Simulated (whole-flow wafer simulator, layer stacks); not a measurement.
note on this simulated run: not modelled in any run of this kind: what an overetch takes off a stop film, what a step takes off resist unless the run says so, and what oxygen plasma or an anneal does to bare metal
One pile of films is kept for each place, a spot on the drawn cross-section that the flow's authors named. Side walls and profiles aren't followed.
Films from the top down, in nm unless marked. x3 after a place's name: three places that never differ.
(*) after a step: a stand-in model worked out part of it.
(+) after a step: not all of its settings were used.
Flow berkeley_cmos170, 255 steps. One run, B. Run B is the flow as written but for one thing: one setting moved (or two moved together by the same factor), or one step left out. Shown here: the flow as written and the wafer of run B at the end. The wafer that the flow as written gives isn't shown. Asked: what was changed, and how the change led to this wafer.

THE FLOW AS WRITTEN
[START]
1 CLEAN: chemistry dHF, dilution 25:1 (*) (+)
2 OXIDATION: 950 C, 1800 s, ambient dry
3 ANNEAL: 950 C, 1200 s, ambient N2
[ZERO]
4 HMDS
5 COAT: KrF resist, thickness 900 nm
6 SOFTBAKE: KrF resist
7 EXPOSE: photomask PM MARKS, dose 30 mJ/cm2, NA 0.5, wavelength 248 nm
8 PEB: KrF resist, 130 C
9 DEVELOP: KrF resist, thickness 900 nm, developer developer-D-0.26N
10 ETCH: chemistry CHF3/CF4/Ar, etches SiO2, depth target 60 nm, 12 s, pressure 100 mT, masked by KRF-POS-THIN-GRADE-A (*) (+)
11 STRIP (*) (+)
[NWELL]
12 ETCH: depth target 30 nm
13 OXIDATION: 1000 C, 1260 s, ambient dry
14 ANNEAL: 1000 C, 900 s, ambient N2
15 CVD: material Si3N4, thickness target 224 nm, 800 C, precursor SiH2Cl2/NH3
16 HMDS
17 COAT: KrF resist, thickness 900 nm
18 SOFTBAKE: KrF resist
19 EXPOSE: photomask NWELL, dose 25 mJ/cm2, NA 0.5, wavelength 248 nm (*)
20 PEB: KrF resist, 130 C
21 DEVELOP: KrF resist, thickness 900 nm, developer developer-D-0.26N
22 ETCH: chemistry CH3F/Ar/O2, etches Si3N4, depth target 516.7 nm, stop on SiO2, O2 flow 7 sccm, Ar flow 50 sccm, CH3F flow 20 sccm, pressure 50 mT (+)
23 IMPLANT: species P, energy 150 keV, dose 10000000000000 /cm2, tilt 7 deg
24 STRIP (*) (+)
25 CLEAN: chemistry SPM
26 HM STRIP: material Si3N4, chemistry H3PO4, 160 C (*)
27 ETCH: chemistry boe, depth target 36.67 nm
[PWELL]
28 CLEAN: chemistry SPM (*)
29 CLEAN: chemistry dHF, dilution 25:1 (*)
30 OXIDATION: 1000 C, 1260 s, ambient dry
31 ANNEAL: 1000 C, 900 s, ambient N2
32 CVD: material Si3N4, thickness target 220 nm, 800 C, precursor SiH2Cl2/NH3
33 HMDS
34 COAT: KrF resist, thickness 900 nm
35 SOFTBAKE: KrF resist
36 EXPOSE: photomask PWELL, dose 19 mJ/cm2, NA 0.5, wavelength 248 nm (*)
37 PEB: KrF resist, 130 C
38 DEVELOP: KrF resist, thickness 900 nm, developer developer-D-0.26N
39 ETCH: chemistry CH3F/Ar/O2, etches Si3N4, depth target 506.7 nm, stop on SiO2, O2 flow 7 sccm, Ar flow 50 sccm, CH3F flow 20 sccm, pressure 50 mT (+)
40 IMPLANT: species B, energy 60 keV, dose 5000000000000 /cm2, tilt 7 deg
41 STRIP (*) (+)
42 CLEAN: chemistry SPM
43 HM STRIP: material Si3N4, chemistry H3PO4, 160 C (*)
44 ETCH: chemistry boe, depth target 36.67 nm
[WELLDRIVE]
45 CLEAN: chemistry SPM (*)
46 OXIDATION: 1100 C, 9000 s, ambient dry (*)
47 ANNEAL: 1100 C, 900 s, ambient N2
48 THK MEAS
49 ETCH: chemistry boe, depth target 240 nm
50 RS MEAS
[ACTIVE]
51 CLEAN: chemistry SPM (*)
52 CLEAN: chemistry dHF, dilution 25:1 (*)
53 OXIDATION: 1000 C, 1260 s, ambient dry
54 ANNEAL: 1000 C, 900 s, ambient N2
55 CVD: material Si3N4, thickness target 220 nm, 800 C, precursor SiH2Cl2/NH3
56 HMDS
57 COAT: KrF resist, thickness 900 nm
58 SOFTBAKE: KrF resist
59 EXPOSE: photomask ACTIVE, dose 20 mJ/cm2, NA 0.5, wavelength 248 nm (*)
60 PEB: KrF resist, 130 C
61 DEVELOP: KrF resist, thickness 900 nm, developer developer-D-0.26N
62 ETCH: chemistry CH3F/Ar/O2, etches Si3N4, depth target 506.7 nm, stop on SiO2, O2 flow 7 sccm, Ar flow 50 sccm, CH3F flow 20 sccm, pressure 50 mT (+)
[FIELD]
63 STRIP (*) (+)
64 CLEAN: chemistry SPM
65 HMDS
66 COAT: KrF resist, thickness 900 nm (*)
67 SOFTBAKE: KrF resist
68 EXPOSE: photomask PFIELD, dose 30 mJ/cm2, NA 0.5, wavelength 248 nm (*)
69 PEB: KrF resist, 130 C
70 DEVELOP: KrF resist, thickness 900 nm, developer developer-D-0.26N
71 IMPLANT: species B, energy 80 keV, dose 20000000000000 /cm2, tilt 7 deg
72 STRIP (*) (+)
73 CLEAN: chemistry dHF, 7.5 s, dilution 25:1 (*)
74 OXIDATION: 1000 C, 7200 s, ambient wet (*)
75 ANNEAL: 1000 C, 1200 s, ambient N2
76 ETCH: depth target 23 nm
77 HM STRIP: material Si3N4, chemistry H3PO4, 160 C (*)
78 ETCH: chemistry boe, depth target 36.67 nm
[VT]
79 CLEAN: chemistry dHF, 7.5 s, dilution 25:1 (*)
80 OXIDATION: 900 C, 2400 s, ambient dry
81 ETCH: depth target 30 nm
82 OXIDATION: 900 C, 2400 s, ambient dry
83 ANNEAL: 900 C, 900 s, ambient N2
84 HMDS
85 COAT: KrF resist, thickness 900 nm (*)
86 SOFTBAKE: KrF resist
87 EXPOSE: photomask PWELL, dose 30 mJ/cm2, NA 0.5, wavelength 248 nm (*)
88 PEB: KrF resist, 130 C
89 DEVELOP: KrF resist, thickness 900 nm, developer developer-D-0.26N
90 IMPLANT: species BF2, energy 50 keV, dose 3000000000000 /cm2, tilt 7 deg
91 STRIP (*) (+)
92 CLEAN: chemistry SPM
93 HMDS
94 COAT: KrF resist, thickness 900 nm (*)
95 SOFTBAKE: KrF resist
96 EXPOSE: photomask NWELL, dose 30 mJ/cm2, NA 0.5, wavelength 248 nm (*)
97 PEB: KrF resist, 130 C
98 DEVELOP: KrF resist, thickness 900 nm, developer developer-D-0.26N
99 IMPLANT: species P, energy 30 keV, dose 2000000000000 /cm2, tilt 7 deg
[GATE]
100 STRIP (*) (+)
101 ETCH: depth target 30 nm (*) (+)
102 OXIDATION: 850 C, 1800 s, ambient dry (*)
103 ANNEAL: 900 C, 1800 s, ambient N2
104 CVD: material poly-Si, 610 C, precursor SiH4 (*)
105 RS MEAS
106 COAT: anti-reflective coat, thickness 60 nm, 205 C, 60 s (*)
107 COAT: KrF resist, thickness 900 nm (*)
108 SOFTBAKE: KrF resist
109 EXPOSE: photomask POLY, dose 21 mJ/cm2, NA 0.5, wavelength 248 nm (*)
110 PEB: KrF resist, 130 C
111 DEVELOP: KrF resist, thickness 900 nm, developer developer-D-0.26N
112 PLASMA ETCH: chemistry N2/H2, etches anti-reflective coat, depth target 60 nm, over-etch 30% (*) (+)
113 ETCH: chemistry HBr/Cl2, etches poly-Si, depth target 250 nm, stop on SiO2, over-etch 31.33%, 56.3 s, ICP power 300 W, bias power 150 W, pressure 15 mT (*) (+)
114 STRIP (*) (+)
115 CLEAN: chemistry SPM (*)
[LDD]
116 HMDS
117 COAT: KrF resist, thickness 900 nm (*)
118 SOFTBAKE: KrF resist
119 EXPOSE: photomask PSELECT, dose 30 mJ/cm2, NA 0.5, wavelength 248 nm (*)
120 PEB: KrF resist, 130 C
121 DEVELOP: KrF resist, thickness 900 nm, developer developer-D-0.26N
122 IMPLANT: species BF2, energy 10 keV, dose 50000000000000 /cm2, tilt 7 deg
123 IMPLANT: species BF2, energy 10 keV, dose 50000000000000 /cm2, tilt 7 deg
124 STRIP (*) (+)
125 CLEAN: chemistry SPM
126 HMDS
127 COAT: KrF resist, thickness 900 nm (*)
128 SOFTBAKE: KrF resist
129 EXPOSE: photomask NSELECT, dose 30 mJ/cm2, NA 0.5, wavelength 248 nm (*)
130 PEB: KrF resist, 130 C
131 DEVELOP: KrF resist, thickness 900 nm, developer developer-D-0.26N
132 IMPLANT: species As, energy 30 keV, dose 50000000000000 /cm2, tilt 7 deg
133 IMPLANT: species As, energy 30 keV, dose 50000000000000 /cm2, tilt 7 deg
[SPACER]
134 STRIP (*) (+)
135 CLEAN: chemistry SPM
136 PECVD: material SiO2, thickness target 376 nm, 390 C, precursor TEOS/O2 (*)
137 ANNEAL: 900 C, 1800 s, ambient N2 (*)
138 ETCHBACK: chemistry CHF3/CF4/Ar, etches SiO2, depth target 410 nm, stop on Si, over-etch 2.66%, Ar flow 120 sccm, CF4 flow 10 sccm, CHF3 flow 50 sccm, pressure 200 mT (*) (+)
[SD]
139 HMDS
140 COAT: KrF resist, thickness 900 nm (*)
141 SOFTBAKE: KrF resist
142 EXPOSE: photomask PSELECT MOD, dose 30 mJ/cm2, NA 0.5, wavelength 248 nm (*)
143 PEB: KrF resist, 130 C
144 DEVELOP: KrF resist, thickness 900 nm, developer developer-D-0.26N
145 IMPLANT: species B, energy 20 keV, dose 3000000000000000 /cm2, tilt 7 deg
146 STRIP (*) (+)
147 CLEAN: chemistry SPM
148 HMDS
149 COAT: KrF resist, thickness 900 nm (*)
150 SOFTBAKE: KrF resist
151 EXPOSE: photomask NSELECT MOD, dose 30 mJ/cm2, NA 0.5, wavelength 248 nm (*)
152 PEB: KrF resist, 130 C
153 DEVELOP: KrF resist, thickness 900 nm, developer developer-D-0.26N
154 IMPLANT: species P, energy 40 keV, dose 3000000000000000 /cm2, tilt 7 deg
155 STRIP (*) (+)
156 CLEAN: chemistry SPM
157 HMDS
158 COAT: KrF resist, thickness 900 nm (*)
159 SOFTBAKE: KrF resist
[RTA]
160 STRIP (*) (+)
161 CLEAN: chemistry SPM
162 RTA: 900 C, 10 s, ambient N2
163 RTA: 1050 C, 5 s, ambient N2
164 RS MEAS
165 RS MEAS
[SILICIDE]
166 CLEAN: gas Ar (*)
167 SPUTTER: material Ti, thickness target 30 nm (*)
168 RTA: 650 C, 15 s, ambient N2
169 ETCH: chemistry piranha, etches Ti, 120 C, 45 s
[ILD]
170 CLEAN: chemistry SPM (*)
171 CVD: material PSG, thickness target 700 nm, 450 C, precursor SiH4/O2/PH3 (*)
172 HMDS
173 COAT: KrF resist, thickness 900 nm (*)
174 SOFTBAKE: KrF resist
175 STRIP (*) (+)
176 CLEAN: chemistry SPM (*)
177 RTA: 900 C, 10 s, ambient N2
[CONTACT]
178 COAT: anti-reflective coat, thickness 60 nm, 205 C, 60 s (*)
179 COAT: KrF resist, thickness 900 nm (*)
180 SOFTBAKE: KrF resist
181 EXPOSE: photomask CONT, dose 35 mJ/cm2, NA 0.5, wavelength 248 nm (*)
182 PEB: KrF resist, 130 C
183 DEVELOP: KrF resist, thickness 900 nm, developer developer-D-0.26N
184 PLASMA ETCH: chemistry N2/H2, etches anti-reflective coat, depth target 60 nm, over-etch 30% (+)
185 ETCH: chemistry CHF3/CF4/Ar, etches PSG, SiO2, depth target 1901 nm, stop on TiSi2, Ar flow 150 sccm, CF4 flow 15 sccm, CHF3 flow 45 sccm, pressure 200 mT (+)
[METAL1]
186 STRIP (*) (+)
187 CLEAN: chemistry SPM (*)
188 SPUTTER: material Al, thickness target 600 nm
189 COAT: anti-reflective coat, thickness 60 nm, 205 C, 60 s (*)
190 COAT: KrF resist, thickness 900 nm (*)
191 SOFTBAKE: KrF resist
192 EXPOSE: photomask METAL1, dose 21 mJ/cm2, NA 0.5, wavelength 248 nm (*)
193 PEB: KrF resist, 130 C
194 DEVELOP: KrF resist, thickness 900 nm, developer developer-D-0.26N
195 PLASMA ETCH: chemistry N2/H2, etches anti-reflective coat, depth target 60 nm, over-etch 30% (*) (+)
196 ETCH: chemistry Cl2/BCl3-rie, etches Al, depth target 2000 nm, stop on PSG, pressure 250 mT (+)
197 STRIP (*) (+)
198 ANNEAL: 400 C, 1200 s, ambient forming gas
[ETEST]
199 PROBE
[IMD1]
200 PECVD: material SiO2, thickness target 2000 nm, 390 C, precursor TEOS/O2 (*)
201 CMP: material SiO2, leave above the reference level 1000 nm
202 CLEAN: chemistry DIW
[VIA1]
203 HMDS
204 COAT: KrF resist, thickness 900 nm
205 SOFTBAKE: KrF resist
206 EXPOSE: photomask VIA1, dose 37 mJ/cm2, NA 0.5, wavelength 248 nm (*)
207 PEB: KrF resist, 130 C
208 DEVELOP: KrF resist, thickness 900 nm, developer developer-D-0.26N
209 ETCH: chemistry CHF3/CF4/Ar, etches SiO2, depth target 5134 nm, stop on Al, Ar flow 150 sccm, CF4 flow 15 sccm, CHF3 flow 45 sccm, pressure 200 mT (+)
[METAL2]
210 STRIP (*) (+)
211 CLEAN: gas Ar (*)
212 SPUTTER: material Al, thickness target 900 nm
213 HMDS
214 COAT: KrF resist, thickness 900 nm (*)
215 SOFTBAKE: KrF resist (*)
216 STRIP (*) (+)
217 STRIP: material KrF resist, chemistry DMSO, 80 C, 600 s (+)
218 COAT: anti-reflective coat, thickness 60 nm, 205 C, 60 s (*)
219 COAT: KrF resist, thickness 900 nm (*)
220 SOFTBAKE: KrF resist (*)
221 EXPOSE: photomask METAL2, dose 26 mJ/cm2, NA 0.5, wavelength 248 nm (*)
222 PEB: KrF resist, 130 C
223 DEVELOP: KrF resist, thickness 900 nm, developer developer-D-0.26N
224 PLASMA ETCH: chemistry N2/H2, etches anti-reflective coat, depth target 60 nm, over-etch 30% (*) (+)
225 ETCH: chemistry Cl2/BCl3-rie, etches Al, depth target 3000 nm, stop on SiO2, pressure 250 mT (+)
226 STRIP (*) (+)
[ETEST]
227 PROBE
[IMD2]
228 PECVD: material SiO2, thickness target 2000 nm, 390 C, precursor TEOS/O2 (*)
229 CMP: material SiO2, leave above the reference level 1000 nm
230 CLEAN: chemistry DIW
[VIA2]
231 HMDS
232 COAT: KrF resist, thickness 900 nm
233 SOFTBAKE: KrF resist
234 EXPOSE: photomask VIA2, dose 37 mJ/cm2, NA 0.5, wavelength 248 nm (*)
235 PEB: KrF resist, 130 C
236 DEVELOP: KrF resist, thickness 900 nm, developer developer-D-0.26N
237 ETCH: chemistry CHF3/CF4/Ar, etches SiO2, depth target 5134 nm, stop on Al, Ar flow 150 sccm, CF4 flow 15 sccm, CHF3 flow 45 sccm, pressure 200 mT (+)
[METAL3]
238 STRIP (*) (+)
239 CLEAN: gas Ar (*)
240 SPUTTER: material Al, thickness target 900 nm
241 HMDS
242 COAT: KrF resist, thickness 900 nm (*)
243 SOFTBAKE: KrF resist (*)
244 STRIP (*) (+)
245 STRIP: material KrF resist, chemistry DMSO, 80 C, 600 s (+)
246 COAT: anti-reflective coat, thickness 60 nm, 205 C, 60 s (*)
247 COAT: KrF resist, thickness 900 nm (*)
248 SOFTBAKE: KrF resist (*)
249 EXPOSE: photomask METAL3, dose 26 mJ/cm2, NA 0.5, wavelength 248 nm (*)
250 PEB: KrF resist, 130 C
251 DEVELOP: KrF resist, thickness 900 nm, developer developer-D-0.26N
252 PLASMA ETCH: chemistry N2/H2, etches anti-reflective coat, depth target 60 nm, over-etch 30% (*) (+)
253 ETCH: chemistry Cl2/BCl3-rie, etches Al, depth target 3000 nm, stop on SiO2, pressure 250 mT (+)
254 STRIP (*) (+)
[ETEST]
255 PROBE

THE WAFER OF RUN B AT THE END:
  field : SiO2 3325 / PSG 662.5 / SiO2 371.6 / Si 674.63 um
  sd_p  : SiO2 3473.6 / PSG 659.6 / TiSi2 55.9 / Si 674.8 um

The cause: step 76, ETCH: depth target 32 nm was run, where the flow has depth target 23 nm.

How the change led to this, step by step:
  76 ETCH: depth target 23 nm
      field: SiO2 -32 (as written it would be: SiO2 -23)
  106 COAT: anti-reflective coat, thickness 60 nm, 205 C, 60 s (*)
      sd_n: anti-reflective coat +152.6 (new film) (as written it would be: anti-reflective coat +158.6 (new film))
      spacer_n: anti-reflective coat +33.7 (new film) (as written it would be: anti-reflective coat +31.5 (new film))
      (and at 4 more places)
  112 PLASMA ETCH: chemistry N2/H2, etches anti-reflective coat, depth target 60 nm, over-etch 30% (*) (+)
      sd_n: anti-reflective coat -152.6 (all of it), poly-Si -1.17 (as written it would be: anti-reflective coat -158.6 (all of it), poly-Si -1.22)
      spacer_n: anti-reflective coat -33.7 (all of it), poly-Si -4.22 (as written it would be: anti-reflective coat -31.5 (all of it), poly-Si -4.48)
      (and at 2 more places)
  114 STRIP (*) (+)
      gate_n: chemical SiO2 +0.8 (new film), KrF resist -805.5 (all of it), anti-reflective coat -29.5 (all of it), poly-Si -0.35 (as written it would be: chemical SiO2 +0.8 (new film), KrF resist -812.6 (all of it), anti-reflective coat -27.3 (all of it), poly-Si -0.35)
      gate_p: chemical SiO2 +0.8 (new film), KrF resist -777.5 (all of it), anti-reflective coat -31.2 (all of it), poly-Si -0.35 (as written it would be: chemical SiO2 +0.8 (new film), KrF resist -782.1 (all of it), anti-reflective coat -29.6 (all of it), poly-Si -0.35)
  178 COAT: anti-reflective coat, thickness 60 nm, 205 C, 60 s (*)
      sd_n: anti-reflective coat +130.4 (new film) (as written it would be: anti-reflective coat +135.1 (new film))
  186 STRIP (*) (+)
      sd_n: KrF resist -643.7 (all of it), anti-reflective coat -130.4 (all of it) (as written it would be: KrF resist -643.8 (all of it), anti-reflective coat -135.1 (all of it))
